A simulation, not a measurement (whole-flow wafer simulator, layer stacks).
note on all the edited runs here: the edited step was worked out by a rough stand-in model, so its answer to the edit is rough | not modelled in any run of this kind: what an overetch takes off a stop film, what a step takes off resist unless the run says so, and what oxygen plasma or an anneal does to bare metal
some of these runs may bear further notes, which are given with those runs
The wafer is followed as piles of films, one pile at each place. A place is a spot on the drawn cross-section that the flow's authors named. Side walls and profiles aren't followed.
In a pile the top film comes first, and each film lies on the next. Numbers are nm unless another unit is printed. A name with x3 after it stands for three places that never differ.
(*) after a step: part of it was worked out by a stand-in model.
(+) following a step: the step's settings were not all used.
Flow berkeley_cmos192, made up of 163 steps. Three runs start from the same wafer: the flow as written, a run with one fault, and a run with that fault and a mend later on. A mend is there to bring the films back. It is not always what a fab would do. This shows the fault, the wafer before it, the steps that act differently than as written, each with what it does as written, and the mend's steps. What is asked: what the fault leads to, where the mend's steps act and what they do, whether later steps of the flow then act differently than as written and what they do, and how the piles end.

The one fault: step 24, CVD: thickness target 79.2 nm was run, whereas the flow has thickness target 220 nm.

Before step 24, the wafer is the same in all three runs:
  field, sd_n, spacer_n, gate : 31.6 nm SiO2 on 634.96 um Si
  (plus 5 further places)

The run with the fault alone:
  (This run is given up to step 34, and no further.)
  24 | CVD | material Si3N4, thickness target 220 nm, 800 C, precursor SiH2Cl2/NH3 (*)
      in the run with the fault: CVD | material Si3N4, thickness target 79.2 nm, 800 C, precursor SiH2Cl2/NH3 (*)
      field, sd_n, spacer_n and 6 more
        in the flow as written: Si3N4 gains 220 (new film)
        in the run with the fault: Si3N4 gains 79.2 (new film)
  Steps further on in the flow that do not act as written:
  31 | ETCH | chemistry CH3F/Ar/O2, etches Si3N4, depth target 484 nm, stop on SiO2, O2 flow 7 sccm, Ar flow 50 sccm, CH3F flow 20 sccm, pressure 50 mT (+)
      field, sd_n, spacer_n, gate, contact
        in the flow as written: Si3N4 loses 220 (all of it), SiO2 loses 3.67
        in the run with the fault: Si3N4 loses 79.2 (all of it), SiO2 loses 3.67
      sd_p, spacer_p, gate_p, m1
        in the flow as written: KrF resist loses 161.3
        in the run with the fault: KrF resist loses 67.5
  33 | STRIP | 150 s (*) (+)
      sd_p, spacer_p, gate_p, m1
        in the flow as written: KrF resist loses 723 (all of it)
        in the run with the fault: KrF resist loses 816.9 (all of it)
  The piles after step 34 differ from the flow's at sd_p, spacer_p, gate_p, m1 by more than 2% or 0.5 nm, whichever is larger.
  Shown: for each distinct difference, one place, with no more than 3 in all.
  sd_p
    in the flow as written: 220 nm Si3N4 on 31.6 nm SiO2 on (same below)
    in the run with the fault: 79.2 nm Si3N4 on 31.6 nm SiO2 on (same below)

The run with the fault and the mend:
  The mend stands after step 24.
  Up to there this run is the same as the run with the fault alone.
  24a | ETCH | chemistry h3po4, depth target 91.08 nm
      field, sd_n, spacer_n and 6 more
        Si3N4 loses 79.2 (all of it)
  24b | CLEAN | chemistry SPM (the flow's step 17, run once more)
      does not change any film at any place that is followed
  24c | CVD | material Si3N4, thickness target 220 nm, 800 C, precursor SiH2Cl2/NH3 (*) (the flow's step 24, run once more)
      field, sd_n, spacer_n and 6 more
        Si3N4 gains 220 (new film)
  None of the later steps of the flow acts differently than as written at any place that is followed.
  At every place that both follow, the piles at the end match the flow's.
